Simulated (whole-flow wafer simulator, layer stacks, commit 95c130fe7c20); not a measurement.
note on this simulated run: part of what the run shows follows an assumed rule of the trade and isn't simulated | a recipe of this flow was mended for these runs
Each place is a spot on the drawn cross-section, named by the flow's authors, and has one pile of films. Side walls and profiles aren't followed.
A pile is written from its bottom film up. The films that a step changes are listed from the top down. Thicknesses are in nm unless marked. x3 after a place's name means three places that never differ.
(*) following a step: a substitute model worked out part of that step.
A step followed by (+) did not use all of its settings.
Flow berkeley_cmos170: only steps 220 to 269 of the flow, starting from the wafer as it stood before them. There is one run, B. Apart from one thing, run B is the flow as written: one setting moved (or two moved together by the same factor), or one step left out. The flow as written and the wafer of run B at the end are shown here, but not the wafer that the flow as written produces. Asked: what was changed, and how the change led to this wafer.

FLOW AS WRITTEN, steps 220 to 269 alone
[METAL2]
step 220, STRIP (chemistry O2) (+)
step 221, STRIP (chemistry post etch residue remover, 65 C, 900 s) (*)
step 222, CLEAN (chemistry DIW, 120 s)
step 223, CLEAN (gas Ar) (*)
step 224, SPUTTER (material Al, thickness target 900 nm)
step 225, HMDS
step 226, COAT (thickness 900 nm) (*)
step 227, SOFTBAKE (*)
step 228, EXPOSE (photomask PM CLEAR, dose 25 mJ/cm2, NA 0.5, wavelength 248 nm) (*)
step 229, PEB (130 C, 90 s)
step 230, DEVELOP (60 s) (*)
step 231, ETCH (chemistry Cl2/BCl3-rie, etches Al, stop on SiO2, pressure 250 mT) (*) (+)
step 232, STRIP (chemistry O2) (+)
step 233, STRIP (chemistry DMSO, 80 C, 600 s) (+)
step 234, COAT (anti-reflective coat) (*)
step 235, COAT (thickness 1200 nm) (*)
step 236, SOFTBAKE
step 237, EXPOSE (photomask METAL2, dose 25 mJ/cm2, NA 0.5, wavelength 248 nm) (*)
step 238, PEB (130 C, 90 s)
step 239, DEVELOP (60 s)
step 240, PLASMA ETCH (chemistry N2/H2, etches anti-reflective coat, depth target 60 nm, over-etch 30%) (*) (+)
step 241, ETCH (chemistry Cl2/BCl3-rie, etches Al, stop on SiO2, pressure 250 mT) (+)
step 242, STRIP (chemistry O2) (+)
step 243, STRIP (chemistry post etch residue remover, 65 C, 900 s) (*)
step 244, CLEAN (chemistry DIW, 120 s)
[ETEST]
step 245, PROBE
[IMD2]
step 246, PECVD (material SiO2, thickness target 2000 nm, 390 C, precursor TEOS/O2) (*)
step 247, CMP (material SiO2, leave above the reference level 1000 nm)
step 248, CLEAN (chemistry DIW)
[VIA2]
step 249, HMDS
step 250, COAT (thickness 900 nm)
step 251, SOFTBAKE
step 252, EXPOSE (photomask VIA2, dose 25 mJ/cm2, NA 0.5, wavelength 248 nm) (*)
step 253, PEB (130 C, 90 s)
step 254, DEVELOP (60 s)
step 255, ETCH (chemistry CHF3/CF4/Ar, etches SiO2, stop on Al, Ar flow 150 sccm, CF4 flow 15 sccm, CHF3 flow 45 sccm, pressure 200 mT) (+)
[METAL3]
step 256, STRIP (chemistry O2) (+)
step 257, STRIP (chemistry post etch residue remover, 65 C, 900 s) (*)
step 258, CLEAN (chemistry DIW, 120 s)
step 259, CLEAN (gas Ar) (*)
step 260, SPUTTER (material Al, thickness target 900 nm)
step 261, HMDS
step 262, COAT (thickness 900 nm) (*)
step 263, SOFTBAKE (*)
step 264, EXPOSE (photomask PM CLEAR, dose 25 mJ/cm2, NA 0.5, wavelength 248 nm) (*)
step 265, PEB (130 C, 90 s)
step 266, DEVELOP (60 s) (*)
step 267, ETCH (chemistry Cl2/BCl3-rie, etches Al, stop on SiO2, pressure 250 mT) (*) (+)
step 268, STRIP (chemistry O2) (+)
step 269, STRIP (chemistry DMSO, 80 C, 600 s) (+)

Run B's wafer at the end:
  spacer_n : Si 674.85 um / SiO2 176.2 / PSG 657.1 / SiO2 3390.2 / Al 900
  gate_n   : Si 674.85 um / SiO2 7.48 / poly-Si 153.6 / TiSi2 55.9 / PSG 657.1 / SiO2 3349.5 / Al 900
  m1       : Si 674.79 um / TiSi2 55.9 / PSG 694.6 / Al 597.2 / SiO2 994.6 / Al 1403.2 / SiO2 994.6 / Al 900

What caused this: step 224, SPUTTER: thickness target 1406 nm was run, whereas the flow has thickness target 900 nm.

How this came from the change, step by step:
  step 224, SPUTTER (material Al, thickness target 900 nm)
      field, mark, sd_n and 9 more: Al gains 1406 (new film) (as written it would have been: Al gains 900 (new film))
      via1: Al gains 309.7 (as written it would have been: Al gains 259.4)
  step 226, COAT (thickness 900 nm) (*)
      via1: KrF-resist gains 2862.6 (new film) (as written it would have been: KrF-resist gains 2428.6 (new film))
  step 229, PEB (130 C, 90 s)
      via1: KrF-resist loses 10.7 (as written it would have been: KrF-resist loses 7.55)
  step 231, ETCH (chemistry Cl2/BCl3-rie, etches Al, stop on SiO2, pressure 250 mT) (*) (+)
      field, sd_n, spacer_n and 9 more: KrF-resist loses 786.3 (as written it would have been: KrF-resist loses 533.3)
      mark: Al loses 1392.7 (all of it), SiO2 loses 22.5 (as written it would have been: Al loses 886.7 (all of it), SiO2 loses 22.5)
  step 232, STRIP (chemistry O2) (+)
      spacer_n, gate_n: KrF-resist loses 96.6 (all of it) (as written it would have been: KrF-resist loses 349.7 (all of it))
      spacer_p, gate_p: KrF-resist loses 96.4 (all of it) (as written it would have been: KrF-resist loses 349.4 (all of it))
      (also at 8 further places)
  step 234, COAT (anti-reflective coat) (*)
      via1: anti-reflective coat gains 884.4 (new film) (as written it would have been: anti-reflective coat gains 671.1 (new film))
  step 235, COAT (thickness 1200 nm) (*)
      m1: KrF-resist gains 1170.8 (new film) (as written it would have been: KrF-resist gains 1209.1 (new film))
      via1: KrF-resist gains 2380.7 (new film) (as written it would have been: KrF-resist gains 2189 (new film))
      (also at 1 further place)
  step 238, PEB (130 C, 90 s)
      via1: KrF-resist loses 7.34 (as written it would have been: KrF-resist loses 6.08)
  step 241, ETCH (chemistry Cl2/BCl3-rie, etches Al, stop on SiO2, pressure 250 mT) (+)
      field, sd_n, spacer_n, gate_n, sd_p, spacer_p, gate_p: Al loses 1406 (all of it), SiO2 loses 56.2 (as written it would have been: Al loses 900 (all of it), SiO2 loses 56.2)
      contact, m1, via1, m2, via2: KrF-resist loses 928 (as written it would have been: KrF-resist loses 675)
      (also at 1 further place)
  step 242, STRIP (chemistry O2) (+)
      contact: KrF-resist loses 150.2 (all of it), anti-reflective coat loses 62 (all of it) (as written it would have been: KrF-resist loses 412 (all of it), anti-reflective coat loses 62.1 (all of it))
      m1: KrF-resist loses 142.1 (all of it), anti-reflective coat loses 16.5 (all of it) (as written it would have been: KrF-resist loses 433.1 (all of it), anti-reflective coat loses 16.6 (all of it))
      (also at 3 further places)
  step 246, PECVD (material SiO2, thickness target 2000 nm, 390 C, precursor TEOS/O2) (*)
      via1: SiO2 gains 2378 (new film), void gains 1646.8 (new film), SiO2 gains 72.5 (new film) (as written it would have been: SiO2 gains 3103.6 (new film), void gains 387 (new film), SiO2 gains 151 (new film))
  step 247, CMP (material SiO2, leave above the reference level 1000 nm)
      field, sd_n, spacer_n, gate_n, sd_p, spacer_p, gate_p: nothing (as written it would have been: SiO2 loses 46.6)
  step 250, COAT (thickness 900 nm)
      field: KrF-resist gains 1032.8 (new film) (as written it would have been: KrF-resist gains 900 (new film))
      sd_n: KrF-resist gains 1085.8 (new film) (as written it would have been: KrF-resist gains 900 (new film))
      (also at 7 further places)
  step 253, PEB (130 C, 90 s)
      m2: KrF-resist loses 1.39 (as written it would have been: KrF-resist loses 2)
  step 254, DEVELOP (60 s)
      via2: KrF-resist loses 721 (all of it) (as written it would have been: KrF-resist loses 898 (all of it))
  step 256, STRIP (chemistry O2) (+)
      field: KrF-resist loses 740.1 (all of it) (as written it would have been: KrF-resist loses 607.6 (all of it))
      sd_n: KrF-resist loses 792.9 (all of it) (as written it would have been: KrF-resist loses 607.6 (all of it))
      (also at 7 further places)
  ... 2 further steps ...
  step 268, STRIP (chemistry O2) (+)
      sd_n: KrF-resist loses 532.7 (all of it) (as written it would have been: KrF-resist loses 349 (all of it))
      spacer_n: KrF-resist loses 357.7 (all of it) (as written it would have been: KrF-resist loses 349.7 (all of it))
      (also at 9 further places)
